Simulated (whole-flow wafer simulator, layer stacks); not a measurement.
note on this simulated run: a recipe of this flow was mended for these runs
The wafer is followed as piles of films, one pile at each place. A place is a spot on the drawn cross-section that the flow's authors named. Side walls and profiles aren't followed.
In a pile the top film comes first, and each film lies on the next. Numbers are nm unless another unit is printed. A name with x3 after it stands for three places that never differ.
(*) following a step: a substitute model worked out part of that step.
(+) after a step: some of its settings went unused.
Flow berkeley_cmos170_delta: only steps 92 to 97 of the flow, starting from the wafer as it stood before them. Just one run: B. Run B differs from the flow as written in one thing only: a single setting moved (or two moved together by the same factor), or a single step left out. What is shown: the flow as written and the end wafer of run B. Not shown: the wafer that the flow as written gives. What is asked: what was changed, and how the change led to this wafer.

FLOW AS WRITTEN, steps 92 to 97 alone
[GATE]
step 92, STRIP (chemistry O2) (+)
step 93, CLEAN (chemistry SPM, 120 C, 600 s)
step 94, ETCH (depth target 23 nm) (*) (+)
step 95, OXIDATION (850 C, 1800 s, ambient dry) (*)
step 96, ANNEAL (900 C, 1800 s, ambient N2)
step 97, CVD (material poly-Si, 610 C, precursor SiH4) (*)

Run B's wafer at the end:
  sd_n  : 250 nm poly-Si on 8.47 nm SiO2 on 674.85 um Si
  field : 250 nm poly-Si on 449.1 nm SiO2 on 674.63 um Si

What caused this: step 95, OXIDATION: 862 C was run, whereas the flow has 850 C.

How this came from the change, step by step:
  step 95, OXIDATION (850 C, 1800 s, ambient dry) (*)
      sd_n, spacer_n, gate, sd_p, spacer_p x2, contact, m1: +8.47 SiO2 (new film), -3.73 Si (it would be, as written: +7.48 SiO2 (new film), -3.29 Si)
